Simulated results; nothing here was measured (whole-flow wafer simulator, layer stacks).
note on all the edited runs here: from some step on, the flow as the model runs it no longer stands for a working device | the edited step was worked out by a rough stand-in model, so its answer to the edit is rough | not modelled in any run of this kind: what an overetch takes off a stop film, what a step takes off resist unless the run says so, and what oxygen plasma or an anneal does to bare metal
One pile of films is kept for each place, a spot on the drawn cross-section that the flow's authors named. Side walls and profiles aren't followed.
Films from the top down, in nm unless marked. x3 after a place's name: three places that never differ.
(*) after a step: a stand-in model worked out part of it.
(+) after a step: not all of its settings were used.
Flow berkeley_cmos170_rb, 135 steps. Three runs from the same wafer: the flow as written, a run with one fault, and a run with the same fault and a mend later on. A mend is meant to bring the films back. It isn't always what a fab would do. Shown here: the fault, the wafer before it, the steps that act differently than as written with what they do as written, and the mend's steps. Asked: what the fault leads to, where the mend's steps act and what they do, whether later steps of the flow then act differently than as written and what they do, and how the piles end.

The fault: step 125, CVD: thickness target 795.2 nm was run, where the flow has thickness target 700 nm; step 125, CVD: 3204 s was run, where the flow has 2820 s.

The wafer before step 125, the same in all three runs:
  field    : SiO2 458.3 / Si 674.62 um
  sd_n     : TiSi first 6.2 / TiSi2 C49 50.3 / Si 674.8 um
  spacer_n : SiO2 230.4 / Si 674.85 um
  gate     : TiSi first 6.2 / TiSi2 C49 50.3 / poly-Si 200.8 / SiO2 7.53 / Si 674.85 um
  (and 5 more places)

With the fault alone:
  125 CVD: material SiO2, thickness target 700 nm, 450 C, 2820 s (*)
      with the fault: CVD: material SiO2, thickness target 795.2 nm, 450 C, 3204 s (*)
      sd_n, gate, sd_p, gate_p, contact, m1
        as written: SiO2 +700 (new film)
        with the fault: SiO2 +795.2 (new film)
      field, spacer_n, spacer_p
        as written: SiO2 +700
        with the fault: SiO2 +795.2
  Later steps of the flow that act differently than as written (3 more steps differ only slightly, by at most 2% or 0.5 nm, whichever is larger, and aren't shown):
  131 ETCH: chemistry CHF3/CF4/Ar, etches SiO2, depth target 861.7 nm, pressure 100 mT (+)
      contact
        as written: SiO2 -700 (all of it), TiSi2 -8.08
        with the fault: SiO2 -795.2 (all of it), TiSi2 -3.32
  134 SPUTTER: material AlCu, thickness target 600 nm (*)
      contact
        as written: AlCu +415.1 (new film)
        with the fault: AlCu +393.6 (new film)
  At the end the piles differ from the flow's by more than 2% or 0.5 nm, whichever is larger, at field, sd_n, spacer_n and 6 more.
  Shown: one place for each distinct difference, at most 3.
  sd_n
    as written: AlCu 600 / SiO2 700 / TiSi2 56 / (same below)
    with the fault: AlCu 600 / SiO2 795.2 / TiSi2 56 / (same below)
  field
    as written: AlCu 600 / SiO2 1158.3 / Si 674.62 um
    with the fault: AlCu 600 / SiO2 1253.5 / Si 674.62 um
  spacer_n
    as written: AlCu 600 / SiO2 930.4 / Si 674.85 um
    with the fault: AlCu 600 / SiO2 1025.6 / Si 674.85 um

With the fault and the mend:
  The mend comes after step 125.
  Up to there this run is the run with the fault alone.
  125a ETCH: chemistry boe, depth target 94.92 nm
      field, sd_n, spacer_n and 6 more
        SiO2 -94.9
  No later step of the flow acts differently than as written, at any place that is followed, by more than 2% or 0.5 nm, whichever is larger.
  At the end the piles differ from the flow's only slightly at the places that both follow, by at most 2% or 0.5 nm, whichever is larger.
